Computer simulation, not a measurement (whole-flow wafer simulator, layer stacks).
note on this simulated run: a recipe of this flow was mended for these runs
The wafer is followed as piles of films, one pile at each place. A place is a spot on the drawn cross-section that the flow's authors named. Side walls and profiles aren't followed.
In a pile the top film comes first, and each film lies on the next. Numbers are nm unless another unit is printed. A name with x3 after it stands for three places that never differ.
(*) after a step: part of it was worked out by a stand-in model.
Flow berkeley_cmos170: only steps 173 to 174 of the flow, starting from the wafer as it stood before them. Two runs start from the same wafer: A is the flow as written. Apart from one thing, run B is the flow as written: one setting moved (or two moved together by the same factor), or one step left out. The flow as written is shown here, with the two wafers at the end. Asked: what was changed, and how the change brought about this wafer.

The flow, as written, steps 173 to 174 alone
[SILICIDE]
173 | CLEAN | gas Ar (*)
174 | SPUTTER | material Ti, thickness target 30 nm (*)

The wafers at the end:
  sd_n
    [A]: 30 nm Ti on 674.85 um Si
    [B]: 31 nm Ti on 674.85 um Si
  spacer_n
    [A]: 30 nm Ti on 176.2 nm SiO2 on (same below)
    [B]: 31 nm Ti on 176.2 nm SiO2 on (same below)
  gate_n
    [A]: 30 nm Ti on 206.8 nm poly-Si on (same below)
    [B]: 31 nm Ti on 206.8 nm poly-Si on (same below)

The reason: step 174, SPUTTER: thickness target 31 nm was run, whereas the flow has thickness target 30 nm.
The wafer lets one read it off: sd_n has Ti 31, and step 174 as written asks for 30 nm.

Step by step, how the change led to this:
  174 | SPUTTER | material Ti, thickness target 30 nm (*)
      field, mark, sd_n and 10 more: A +30 Ti (new film) | B +31 Ti (new film)
